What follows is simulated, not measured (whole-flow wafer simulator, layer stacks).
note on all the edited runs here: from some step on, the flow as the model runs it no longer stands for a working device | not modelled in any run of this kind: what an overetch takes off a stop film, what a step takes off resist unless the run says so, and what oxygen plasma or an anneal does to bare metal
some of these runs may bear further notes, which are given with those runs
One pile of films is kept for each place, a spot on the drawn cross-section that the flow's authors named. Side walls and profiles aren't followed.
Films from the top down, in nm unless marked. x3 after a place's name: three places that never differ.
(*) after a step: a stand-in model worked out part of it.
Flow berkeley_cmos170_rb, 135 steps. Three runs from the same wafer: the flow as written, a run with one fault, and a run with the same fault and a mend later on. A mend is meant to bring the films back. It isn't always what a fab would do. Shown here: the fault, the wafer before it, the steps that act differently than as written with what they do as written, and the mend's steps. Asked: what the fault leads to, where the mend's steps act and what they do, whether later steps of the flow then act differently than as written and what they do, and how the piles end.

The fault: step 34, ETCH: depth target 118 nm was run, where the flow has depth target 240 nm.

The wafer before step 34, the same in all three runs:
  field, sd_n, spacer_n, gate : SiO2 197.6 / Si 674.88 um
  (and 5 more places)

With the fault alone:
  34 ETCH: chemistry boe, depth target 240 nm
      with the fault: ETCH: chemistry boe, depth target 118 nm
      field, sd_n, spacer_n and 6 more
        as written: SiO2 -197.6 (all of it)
        with the fault: SiO2 -118
  Later steps of the flow that act differently than as written (14 more steps differ only slightly, by at most 2% or 0.5 nm, whichever is larger, and aren't shown):
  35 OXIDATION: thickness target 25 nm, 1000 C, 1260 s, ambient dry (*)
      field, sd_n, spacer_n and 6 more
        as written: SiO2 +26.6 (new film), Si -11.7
        with the fault: SiO2 +12.8, Si -5.62
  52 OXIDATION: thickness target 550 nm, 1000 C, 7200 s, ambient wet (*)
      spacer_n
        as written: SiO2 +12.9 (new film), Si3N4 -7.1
        with the fault: SiO2 +12.9 (new film), Si3N4 -7.1, SiO2 +0.22, Si -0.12
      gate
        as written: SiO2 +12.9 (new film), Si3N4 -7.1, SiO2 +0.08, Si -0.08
        with the fault: SiO2 +12.9 (new film), Si3N4 -7.1, SiO2 +0.12
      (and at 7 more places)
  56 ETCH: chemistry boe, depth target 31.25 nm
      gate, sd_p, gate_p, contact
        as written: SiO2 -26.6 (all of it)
        with the fault: SiO2 -31.2
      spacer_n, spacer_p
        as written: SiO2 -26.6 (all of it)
        with the fault: SiO2 -31.3
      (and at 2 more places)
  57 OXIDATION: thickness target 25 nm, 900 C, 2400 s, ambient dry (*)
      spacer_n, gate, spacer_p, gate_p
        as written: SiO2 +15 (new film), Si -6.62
        with the fault: SiO2 +7.75, Si -3.41
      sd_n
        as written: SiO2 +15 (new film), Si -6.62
        with the fault: SiO2 +4.39, Si -1.93
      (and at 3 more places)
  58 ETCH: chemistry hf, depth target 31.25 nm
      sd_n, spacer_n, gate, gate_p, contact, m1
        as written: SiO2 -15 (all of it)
        with the fault: SiO2 -31.2
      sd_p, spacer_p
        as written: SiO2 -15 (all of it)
        with the fault: SiO2 -31.3
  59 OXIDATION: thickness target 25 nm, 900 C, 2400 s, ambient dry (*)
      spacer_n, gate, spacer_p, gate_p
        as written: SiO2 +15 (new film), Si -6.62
        with the fault: SiO2 +7.59, Si -3.34
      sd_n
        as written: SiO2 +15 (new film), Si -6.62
        with the fault: SiO2 +6.8, Si -2.99
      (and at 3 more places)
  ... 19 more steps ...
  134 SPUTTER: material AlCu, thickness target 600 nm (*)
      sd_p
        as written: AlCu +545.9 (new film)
        with the fault: AlCu +533.3 (new film)
  At the end the piles differ from the flow's by more than 2% or 0.5 nm, whichever is larger, at sd_n, gate, sd_p, gate_p, m1.
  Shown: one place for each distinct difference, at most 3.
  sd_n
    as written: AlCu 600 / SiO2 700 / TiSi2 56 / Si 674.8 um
    with the fault: AlCu 600 / SiO2 723.8 / Si 674.85 um
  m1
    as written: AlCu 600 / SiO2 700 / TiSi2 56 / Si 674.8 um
    with the fault: AlCu 600 / SiO2 736.2 / Si 674.85 um
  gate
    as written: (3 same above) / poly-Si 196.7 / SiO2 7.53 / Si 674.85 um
    with the fault: (3 same above) / poly-Si 196.7 / SiO2 18.1 / Si 674.87 um

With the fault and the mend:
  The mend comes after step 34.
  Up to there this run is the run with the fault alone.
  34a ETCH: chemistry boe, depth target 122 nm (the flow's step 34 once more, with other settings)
      field, sd_n, spacer_n and 6 more
        SiO2 -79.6 (all of it)
  No later step of the flow acts differently than as written at any place that is followed.
  At the end the piles are the same as the flow's at every place that both follow.
